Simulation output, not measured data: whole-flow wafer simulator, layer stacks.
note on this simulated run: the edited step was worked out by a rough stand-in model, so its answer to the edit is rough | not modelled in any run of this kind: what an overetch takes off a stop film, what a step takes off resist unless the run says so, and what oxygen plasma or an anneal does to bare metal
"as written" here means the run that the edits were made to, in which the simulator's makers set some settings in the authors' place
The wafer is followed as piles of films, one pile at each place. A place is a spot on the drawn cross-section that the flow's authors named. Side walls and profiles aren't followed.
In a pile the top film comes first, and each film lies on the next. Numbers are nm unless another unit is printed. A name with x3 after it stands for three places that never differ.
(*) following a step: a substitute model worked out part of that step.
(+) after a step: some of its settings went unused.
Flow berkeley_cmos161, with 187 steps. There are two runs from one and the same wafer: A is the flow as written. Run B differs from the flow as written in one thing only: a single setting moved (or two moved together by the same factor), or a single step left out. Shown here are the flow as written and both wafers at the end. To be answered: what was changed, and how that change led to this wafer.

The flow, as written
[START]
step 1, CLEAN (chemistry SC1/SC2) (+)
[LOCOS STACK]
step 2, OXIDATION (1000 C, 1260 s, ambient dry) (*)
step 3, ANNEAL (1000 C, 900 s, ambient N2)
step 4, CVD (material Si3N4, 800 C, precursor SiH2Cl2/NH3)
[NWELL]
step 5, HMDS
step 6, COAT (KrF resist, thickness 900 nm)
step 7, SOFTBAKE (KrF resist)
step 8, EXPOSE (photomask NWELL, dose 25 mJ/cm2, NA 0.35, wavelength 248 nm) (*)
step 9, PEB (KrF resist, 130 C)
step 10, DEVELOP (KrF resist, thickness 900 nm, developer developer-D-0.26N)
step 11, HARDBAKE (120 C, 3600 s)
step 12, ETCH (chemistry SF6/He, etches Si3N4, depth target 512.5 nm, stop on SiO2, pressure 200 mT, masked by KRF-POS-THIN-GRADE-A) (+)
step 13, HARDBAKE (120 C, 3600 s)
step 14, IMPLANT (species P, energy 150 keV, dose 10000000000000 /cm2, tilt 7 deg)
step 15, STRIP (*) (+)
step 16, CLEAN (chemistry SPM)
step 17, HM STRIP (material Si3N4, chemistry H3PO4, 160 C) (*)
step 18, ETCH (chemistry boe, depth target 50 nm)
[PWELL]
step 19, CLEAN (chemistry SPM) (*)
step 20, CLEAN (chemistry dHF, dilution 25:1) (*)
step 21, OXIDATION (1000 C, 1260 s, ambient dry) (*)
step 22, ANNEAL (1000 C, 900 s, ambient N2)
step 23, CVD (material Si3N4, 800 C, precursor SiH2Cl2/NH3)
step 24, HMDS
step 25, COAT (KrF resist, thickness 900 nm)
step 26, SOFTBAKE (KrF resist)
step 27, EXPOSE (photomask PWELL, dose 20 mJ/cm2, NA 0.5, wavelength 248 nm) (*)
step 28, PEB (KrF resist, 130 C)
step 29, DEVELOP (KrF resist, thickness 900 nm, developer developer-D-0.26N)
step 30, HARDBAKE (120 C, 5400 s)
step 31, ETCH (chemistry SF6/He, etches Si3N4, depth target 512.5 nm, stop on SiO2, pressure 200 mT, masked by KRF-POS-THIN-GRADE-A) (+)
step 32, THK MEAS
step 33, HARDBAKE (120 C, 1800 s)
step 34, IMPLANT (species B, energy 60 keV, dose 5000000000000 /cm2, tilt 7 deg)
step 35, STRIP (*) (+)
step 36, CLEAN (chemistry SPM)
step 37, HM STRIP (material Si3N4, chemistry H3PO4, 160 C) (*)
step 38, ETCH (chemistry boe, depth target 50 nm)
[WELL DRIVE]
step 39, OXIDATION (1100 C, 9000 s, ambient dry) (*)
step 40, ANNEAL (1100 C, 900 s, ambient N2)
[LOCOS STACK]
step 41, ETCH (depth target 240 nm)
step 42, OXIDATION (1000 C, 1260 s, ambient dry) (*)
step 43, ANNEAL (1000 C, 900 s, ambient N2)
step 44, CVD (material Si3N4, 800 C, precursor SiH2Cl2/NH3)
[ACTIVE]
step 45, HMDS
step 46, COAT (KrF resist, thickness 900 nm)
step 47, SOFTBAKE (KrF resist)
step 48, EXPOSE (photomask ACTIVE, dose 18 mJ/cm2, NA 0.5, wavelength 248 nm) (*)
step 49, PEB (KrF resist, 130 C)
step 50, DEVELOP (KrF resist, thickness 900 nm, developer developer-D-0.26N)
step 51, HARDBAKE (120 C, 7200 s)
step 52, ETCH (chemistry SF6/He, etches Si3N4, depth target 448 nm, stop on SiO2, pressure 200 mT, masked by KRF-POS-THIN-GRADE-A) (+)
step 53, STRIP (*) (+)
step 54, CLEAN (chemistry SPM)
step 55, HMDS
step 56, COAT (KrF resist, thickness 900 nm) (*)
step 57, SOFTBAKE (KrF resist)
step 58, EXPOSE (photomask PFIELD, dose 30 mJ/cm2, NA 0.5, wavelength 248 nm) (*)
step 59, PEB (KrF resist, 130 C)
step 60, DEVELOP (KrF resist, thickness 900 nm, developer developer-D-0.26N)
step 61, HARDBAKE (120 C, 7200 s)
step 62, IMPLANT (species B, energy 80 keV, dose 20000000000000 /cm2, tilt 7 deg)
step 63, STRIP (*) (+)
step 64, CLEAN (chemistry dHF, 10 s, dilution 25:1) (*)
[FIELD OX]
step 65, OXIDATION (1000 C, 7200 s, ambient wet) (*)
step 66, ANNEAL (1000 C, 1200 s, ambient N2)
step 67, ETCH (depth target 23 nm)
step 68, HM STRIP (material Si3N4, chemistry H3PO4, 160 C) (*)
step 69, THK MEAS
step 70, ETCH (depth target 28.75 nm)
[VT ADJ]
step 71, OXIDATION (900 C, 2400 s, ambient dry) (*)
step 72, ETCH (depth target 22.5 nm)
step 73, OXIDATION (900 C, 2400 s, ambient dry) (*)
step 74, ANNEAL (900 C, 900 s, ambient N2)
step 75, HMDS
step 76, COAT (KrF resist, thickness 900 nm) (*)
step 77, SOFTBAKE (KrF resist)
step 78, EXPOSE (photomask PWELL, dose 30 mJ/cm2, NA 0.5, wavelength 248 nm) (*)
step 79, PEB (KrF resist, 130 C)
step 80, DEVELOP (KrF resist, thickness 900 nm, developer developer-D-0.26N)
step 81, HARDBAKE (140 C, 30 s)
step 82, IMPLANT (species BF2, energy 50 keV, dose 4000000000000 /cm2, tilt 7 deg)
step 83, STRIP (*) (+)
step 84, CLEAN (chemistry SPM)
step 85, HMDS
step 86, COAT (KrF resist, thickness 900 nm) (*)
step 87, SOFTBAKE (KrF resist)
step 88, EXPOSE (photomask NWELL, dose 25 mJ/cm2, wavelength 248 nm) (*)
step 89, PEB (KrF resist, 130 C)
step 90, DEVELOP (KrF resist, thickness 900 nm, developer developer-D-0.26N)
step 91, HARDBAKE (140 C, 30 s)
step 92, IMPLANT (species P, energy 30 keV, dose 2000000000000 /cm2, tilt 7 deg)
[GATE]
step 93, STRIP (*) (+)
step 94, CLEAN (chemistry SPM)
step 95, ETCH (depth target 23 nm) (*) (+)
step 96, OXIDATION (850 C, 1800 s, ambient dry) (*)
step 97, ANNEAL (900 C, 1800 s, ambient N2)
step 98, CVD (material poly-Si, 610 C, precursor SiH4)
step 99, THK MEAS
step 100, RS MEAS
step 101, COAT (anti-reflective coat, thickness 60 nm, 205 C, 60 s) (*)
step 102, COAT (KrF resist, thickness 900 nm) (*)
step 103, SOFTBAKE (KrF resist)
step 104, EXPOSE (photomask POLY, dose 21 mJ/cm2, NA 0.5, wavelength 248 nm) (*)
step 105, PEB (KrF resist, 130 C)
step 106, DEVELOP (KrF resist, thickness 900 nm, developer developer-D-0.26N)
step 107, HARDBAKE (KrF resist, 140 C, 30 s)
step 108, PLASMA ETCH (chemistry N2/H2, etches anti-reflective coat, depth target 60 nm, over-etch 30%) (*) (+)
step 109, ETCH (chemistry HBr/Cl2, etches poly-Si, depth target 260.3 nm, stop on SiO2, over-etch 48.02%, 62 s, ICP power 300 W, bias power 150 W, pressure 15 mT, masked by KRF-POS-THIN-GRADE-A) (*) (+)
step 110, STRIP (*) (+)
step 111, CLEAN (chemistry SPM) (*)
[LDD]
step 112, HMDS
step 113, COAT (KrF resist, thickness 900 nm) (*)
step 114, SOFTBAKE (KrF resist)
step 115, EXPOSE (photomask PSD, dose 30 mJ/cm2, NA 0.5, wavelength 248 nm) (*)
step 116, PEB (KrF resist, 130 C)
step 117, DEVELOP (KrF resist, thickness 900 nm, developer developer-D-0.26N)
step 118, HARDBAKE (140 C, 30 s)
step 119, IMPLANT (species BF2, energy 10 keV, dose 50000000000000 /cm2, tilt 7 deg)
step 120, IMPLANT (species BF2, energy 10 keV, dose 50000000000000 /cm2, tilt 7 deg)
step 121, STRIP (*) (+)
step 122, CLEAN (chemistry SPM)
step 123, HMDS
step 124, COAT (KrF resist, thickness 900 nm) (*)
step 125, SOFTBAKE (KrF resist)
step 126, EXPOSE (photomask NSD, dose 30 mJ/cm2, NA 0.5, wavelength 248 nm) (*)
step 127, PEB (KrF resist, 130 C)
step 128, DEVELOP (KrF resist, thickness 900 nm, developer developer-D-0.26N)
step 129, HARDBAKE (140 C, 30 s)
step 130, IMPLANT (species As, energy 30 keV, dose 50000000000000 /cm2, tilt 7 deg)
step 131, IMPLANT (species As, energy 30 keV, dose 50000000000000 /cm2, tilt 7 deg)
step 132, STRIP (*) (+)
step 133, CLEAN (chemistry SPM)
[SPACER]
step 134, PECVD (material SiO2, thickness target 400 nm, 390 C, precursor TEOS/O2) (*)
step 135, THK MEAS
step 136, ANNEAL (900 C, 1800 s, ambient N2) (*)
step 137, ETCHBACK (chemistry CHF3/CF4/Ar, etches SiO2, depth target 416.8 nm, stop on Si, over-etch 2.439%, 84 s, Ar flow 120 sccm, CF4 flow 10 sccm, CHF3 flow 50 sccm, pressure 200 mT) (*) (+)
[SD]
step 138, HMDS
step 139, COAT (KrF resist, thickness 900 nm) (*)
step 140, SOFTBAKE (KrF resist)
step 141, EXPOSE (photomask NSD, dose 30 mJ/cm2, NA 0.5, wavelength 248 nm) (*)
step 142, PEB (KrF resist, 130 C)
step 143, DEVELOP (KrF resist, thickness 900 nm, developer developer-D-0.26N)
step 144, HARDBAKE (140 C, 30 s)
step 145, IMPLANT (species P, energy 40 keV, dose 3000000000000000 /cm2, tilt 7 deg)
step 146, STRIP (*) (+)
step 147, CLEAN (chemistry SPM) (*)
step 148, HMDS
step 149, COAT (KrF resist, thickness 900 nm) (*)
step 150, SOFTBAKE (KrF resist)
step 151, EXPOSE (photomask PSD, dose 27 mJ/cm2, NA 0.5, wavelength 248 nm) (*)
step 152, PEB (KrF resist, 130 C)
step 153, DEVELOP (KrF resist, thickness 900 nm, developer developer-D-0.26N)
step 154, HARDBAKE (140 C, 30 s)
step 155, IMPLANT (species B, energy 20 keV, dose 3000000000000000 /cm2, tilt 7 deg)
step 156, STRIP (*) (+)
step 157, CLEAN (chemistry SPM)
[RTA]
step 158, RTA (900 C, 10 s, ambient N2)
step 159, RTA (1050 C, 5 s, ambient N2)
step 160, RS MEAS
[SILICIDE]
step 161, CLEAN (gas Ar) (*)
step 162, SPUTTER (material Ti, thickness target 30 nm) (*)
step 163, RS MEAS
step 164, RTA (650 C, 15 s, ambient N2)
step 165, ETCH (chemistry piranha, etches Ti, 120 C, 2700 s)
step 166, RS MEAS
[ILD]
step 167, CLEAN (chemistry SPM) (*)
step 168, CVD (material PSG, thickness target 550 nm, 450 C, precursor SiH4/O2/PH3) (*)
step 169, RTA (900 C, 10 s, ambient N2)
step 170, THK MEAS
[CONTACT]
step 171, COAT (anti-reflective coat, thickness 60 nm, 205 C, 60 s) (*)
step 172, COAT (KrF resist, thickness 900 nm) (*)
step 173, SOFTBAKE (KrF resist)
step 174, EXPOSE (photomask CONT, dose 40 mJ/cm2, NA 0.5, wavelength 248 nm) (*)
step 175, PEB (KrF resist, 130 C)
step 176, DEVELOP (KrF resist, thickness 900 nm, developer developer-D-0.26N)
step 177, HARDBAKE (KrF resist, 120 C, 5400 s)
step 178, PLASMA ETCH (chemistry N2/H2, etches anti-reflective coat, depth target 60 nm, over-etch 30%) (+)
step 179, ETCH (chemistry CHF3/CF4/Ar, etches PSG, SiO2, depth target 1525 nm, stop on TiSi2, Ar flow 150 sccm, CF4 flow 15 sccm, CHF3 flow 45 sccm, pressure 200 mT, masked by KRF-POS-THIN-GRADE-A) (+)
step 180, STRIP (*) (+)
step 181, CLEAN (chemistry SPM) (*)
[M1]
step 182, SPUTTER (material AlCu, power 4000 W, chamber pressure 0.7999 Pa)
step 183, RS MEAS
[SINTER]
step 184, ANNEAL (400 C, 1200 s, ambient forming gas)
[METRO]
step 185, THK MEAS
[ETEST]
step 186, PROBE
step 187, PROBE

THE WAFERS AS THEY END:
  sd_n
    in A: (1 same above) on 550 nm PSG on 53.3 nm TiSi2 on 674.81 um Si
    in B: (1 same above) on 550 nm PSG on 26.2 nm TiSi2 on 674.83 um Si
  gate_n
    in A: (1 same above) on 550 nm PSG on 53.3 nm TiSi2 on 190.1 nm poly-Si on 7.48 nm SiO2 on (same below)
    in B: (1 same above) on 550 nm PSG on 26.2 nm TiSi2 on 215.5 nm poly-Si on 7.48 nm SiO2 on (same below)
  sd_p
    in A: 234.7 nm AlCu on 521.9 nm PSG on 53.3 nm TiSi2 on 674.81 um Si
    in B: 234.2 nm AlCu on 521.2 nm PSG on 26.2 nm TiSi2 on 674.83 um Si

Cause: step 162, SPUTTER: thickness target 15 nm was run, though the flow has thickness target 30 nm.

The path from the change to this, step by step:
  step 162, SPUTTER (material Ti, thickness target 30 nm) (*)
      field, sd_n, spacer_n and 6 more: A Ti gains 30 (new film) | B Ti gains 15 (new film)
  step 164, RTA (650 C, 15 s, ambient N2)
      sd_n, sd_p, contact, m1: A Ti loses 23.4, TiSi first gains 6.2 (new film), TiSi2 C49 gains 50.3 (new film), Si loses 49 | B Ti loses 11.7, TiSi2 C49 gains 29.8 (new film), Si loses 26.6
      gate_n, gate_p: A Ti loses 23.4, TiSi first gains 6.2 (new film), TiSi2 C49 gains 50.3 (new film), poly-Si loses 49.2 | B Ti loses 11.7, TiSi2 C49 gains 29.8 (new film), poly-Si loses 26.7
  step 165, ETCH (chemistry piranha, etches Ti, 120 C, 2700 s)
      sd_n, gate_n, sd_p, gate_p, contact, m1: A Ti loses 6.6 (all of it), TiSi first loses 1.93 | B Ti loses 3.3 (all of it), TiSi2 C49 loses 1.93
      field, spacer_n, spacer_p: A Ti loses 30 (all of it) | B Ti loses 15 (all of it)
  step 169, RTA (900 C, 10 s, ambient N2)
      sd_n, sd_p, contact, m1: A under 1 film: TiSi2 gains 53.3 (new film), TiSi first loses 4.27 (all of it), TiSi2 C49 loses 50.3 (all of it), Si loses 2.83 | B under 1 film: TiSi2 gains 26.2 (new film), TiSi2 C49 loses 27.8 (all of it)
      gate_n, gate_p: A under 1 film: TiSi2 gains 53.3 (new film), TiSi first loses 4.27 (all of it), TiSi2 C49 loses 50.3 (all of it), poly-Si loses 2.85 | B under 1 film: TiSi2 gains 26.2 (new film), TiSi2 C49 loses 27.8 (all of it)
